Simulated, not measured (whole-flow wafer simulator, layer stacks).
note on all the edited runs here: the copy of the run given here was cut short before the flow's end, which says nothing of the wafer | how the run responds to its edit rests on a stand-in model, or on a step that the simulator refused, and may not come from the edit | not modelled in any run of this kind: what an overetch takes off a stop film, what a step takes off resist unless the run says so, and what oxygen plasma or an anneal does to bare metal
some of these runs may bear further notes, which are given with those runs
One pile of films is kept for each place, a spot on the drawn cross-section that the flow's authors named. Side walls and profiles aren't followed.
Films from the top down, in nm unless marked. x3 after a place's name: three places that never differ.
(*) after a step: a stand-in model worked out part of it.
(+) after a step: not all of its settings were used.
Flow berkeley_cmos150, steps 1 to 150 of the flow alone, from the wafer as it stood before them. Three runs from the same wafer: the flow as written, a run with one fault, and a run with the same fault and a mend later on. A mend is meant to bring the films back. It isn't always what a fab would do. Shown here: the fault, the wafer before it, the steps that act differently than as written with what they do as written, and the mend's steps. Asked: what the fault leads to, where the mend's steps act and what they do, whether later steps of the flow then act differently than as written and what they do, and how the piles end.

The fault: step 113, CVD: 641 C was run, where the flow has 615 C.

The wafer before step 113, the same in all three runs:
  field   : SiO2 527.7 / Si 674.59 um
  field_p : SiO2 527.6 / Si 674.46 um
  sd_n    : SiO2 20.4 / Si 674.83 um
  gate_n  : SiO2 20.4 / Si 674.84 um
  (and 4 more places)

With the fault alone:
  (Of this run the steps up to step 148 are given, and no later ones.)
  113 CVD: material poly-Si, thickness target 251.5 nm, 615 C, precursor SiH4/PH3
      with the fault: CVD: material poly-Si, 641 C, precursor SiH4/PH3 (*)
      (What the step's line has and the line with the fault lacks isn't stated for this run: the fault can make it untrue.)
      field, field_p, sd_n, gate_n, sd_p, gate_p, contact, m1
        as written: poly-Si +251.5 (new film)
        with the fault: poly-Si +438.7 (new film)
  Later steps of the flow that act differently than as written (6 more steps differ only slightly, by at most 2% or 0.5 nm, whichever is larger, and aren't shown):
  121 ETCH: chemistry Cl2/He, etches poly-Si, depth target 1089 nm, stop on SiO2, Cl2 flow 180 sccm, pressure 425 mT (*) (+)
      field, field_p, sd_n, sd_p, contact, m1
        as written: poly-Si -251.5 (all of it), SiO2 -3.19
        with the fault: poly-Si -438.7 (all of it), SiO2 -3.19
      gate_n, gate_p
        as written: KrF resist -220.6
        with the fault: KrF resist -354.3
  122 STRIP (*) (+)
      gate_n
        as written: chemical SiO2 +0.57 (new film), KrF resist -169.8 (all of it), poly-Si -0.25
        with the fault: chemical SiO2 +0.69 (new film), KrF resist -37.4 (all of it), poly-Si -0.3
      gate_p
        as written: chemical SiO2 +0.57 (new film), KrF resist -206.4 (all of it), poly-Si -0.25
        with the fault: chemical SiO2 +0.69 (new film), KrF resist -73.8 (all of it), poly-Si -0.3
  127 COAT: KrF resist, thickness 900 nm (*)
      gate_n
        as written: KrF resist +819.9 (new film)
        with the fault: KrF resist +688.9 (new film)
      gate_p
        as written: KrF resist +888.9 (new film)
        with the fault: KrF resist +755.6 (new film)
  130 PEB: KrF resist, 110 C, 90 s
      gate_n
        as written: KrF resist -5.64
        with the fault: KrF resist -4.72
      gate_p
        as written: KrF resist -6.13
        with the fault: KrF resist -5.19
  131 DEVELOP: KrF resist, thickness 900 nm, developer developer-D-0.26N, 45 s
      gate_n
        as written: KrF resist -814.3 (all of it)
        with the fault: KrF resist -684.2 (all of it)
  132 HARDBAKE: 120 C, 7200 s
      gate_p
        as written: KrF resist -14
        with the fault: KrF resist -11.7
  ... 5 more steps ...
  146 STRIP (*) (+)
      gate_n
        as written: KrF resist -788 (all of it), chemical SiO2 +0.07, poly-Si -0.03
        with the fault: KrF resist -660.1 (all of it), chemical SiO2 +0.07
  After step 148 the piles differ from the flow's by more than 2% or 0.5 nm, whichever is larger, at gate_n, gate_p.
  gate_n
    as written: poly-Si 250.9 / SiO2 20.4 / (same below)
    with the fault: poly-Si 438.2 / SiO2 20.4 / (same below)
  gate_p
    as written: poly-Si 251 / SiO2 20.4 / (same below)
    with the fault: poly-Si 438.2 / SiO2 20.4 / (same below)

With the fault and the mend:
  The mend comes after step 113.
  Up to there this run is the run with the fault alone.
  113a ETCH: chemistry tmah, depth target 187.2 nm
      field, field_p, sd_n, gate_n, sd_p, gate_p, contact, m1
        poly-Si -187.2
  No later step of the flow acts differently than as written, at any place that is followed, by more than 2% or 0.5 nm, whichever is larger.
  At the end the piles differ from the flow's only slightly at the places that both follow, by at most 2% or 0.5 nm, whichever is larger.
